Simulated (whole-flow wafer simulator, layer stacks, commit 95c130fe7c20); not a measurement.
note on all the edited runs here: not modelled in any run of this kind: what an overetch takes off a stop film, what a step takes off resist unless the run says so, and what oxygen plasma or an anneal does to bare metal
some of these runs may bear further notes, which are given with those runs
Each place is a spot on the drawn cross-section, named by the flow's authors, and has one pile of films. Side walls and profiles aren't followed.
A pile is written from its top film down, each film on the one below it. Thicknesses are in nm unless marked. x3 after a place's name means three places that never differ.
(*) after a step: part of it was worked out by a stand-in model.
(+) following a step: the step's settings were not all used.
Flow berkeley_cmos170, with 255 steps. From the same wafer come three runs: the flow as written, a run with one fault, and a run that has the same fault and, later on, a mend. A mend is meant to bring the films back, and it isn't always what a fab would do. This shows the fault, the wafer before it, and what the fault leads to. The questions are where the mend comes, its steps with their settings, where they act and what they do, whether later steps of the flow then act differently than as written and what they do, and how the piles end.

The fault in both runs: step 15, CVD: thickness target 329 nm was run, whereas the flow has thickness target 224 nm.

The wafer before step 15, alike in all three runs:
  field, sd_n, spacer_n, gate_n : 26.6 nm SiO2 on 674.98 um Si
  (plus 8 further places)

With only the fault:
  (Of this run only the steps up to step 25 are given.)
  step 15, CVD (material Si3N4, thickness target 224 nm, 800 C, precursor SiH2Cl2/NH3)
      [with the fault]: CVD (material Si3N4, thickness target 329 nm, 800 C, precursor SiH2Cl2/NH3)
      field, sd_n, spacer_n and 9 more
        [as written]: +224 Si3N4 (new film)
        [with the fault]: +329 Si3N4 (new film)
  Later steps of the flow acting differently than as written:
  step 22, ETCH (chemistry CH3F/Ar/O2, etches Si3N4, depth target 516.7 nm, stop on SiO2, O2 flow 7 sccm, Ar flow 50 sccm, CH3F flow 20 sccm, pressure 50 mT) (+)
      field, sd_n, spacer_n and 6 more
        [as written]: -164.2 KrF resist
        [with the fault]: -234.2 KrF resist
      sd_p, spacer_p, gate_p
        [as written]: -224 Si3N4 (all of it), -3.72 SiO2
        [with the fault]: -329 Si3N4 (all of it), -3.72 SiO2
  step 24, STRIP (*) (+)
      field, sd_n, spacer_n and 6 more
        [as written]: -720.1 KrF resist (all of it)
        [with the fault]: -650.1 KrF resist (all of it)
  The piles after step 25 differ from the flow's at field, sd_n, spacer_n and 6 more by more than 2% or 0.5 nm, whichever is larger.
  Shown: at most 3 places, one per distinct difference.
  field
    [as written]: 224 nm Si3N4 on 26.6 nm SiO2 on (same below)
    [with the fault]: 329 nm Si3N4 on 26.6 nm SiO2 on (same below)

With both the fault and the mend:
  After step 15 comes the mend.
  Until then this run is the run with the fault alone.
  step 15a, ETCH (chemistry h3po4, depth target 378.3 nm)
      field, sd_n, spacer_n and 9 more
        -329 Si3N4 (all of it)
  step 15b, CLEAN (chemistry SPM)
      does not change any film at any place that is followed
  step 15c, CVD (material Si3N4, thickness target 224 nm, 800 C, precursor SiH2Cl2/NH3) (the flow's step 15, run once more)
      field, sd_n, spacer_n and 9 more
        +224 Si3N4 (new film)
  None of the later steps of the flow acts differently than as written at any place that is followed.
  By the end, the piles equal the flow's at every place that both follow.
